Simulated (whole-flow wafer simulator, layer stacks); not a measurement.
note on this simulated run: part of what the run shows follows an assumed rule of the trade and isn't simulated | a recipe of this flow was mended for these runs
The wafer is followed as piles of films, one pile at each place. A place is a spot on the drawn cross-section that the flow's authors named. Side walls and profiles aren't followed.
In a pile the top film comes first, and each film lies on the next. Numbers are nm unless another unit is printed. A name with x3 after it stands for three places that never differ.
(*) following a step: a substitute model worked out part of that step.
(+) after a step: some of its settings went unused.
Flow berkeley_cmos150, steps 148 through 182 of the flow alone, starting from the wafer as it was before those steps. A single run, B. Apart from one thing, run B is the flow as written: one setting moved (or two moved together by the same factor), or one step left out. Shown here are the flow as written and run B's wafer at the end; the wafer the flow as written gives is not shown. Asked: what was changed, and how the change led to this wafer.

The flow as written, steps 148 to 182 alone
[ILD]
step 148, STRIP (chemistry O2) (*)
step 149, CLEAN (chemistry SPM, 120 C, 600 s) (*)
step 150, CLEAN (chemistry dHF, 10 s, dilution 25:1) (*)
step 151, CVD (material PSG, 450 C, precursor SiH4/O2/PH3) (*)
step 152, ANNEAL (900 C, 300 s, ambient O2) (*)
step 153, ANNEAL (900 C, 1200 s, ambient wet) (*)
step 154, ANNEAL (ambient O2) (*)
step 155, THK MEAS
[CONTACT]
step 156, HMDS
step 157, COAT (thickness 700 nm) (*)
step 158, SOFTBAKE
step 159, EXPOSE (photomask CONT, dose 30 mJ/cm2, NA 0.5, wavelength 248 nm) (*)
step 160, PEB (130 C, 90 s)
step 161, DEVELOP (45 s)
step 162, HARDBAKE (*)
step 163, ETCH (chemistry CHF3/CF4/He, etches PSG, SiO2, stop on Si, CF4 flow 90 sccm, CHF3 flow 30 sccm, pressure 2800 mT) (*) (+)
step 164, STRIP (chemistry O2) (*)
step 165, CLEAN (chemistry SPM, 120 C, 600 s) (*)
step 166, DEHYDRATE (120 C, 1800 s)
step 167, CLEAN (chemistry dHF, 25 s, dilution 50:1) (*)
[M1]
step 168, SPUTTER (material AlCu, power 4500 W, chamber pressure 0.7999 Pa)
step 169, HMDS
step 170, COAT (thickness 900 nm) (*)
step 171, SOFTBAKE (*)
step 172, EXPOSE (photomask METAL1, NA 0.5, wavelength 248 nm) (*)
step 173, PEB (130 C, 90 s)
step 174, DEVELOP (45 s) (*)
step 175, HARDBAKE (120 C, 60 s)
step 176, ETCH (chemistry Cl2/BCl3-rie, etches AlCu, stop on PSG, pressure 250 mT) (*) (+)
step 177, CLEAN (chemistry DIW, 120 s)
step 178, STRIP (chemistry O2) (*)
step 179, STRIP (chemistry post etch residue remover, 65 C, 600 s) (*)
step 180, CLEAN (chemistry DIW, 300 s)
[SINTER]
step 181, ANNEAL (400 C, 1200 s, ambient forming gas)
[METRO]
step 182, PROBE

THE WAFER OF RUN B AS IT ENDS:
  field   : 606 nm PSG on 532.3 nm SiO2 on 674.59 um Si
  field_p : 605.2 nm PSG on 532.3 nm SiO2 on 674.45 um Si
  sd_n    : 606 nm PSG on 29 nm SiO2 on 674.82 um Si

The reason: step 153, ANNEAL: 720 s was run, though the flow has 1200 s.

Step by step, how the change led to this:
  step 153, ANNEAL (900 C, 1200 s, ambient wet) (*)
      sd_n, contact, m1: -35 PSG, +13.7 SiO2, -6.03 Si (in the flow as written it would be: -35 PSG, +22.8 SiO2, -10 Si)
      field, field_p: -35 PSG, +9.77 SiO2, -4.3 Si (in the flow as written it would be: -35 PSG, +16.3 SiO2, -7.15 Si)
      (also at 3 further places)
  step 163, ETCH (chemistry CHF3/CF4/He, etches PSG, SiO2, stop on Si, CF4 flow 90 sccm, CHF3 flow 30 sccm, pressure 2800 mT) (*) (+)
      contact: -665 PSG (all of it), -29 SiO2 (all of it), -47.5 Si (in the flow as written it would be: -665 PSG (all of it), -38.1 SiO2 (all of it), -47.5 Si)
  step 176, ETCH (chemistry Cl2/BCl3-rie, etches AlCu, stop on PSG, pressure 250 mT) (*) (+)
      gate_p: -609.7 AlCu (all of it), -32 PSG (in the flow as written it would be: -616.1 AlCu (all of it), -31.2 PSG)
